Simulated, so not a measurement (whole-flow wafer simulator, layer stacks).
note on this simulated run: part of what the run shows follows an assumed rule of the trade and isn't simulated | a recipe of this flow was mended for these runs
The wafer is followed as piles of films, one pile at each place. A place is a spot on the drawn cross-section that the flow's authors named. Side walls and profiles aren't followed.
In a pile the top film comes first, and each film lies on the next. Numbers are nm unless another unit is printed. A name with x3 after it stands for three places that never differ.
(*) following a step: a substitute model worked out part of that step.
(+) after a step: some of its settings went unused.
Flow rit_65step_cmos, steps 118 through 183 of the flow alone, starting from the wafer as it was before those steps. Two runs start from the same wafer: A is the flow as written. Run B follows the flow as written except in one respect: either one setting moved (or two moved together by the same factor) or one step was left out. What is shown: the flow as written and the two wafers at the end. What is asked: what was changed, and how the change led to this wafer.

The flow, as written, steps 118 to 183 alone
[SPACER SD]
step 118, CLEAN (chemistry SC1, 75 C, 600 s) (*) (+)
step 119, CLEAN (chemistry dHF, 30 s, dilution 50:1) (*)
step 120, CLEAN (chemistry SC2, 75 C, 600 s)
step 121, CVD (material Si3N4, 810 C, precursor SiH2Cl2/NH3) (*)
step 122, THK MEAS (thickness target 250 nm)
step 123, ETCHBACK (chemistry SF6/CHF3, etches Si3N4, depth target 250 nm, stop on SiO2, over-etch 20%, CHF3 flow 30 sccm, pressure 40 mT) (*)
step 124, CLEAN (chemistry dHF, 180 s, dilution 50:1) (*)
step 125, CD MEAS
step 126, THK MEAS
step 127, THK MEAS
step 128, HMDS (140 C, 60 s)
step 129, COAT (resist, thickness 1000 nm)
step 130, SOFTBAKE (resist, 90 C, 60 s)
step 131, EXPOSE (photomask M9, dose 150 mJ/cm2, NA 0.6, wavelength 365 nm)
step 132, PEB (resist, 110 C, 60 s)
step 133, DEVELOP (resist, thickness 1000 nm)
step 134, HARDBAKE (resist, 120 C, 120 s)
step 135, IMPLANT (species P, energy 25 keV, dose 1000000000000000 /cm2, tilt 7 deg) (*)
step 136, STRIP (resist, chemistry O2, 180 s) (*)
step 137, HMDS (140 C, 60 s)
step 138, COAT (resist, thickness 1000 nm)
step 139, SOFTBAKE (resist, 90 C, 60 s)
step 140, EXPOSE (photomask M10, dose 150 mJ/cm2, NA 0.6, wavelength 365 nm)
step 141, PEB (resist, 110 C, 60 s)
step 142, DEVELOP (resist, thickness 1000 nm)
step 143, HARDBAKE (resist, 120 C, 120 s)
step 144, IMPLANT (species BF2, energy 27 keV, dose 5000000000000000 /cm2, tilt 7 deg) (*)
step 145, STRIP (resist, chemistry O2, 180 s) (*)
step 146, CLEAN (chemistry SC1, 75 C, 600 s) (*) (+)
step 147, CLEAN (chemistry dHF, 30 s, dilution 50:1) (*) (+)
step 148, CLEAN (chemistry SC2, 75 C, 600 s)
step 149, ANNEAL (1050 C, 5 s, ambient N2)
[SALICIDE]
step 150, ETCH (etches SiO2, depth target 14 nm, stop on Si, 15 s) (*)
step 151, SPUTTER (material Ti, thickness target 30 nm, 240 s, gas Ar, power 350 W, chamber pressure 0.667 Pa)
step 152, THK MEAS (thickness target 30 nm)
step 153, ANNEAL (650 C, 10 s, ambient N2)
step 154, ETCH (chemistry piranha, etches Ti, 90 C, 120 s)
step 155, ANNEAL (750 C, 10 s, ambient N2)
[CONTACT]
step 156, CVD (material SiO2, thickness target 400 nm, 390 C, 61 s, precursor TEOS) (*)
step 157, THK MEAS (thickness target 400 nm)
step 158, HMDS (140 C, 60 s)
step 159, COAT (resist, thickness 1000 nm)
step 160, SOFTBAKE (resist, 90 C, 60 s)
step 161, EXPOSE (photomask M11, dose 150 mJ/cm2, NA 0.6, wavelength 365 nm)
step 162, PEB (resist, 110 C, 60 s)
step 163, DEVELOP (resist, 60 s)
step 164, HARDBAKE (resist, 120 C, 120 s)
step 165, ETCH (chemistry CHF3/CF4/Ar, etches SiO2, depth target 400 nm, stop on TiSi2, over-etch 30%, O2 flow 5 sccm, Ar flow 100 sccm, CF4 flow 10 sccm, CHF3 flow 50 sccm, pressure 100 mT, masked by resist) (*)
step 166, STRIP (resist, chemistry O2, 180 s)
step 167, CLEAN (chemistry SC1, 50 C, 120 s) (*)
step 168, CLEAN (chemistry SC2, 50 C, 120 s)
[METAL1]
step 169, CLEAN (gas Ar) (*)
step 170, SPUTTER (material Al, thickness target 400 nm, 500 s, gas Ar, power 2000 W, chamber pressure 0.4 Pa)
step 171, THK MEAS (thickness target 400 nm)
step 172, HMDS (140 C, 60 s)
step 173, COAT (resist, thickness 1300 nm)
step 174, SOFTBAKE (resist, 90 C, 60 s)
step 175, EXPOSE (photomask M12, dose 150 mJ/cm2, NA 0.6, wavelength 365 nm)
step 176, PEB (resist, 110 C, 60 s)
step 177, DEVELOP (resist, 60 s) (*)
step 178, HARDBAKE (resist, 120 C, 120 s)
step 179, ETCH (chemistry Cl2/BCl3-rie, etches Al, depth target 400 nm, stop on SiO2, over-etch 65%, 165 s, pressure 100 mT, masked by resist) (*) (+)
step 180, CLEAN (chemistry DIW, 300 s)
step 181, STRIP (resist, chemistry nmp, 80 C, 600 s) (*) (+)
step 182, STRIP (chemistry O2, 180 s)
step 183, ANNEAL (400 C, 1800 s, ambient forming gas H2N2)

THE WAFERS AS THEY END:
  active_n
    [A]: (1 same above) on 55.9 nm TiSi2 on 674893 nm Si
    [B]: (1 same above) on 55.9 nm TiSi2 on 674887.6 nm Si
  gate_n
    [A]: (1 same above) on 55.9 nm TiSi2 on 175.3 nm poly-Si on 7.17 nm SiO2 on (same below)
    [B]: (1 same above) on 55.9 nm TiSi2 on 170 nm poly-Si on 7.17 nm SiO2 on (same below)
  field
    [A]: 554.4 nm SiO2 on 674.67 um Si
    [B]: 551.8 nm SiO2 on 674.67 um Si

The reason: step 146, CLEAN: 90 C was run, though the flow has 75 C.

Step by step, how the change led to this:
  step 146, CLEAN (chemistry SC1, 75 C, 600 s) (*) (+)
      active_n, active_p, sd_n, sd_p, contact, m1: A chemical SiO2 loses 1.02, Si loses 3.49 | B chemical SiO2 loses 1.02, Si loses 8.83
      field, field_pw, field_nw, field_p: A SiO2 loses 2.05 | B SiO2 loses 4.67
      (as well as at 4 more places)
